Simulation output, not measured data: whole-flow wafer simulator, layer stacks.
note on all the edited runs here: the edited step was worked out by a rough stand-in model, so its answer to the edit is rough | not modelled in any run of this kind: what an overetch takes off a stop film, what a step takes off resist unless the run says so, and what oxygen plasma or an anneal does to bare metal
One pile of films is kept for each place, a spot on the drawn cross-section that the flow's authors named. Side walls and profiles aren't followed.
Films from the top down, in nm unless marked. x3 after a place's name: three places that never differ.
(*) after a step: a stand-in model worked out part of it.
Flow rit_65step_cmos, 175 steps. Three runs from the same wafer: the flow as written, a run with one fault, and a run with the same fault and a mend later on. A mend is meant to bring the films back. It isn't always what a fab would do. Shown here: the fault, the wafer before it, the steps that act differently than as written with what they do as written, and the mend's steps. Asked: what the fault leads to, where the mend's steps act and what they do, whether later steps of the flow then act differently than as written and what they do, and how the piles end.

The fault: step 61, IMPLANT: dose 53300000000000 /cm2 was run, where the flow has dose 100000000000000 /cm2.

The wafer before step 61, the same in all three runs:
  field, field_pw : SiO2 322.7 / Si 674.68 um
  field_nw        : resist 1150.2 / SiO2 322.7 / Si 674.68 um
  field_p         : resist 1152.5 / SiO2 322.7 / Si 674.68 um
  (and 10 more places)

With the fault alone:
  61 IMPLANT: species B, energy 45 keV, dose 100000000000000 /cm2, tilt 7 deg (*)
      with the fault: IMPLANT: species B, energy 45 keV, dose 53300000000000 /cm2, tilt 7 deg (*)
      does what it does as written at every place that is followed
  Later steps of the flow that act differently than as written (31 more steps differ only slightly, by at most 2% or 0.5 nm, whichever is larger, and aren't shown):
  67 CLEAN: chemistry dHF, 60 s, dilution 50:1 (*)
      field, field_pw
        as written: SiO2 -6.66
        with the fault: SiO2 -6.15
  At the end the piles differ from the flow's only slightly at the places that both follow, by at most 2% or 0.5 nm, whichever is larger.

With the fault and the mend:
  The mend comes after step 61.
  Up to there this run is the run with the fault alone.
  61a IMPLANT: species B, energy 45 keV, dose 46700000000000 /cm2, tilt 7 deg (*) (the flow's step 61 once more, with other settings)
      changes no film at any place that is followed
  No later step of the flow acts differently than as written at any place that is followed.
  At the end the piles are the same as the flow's at every place that both follow.
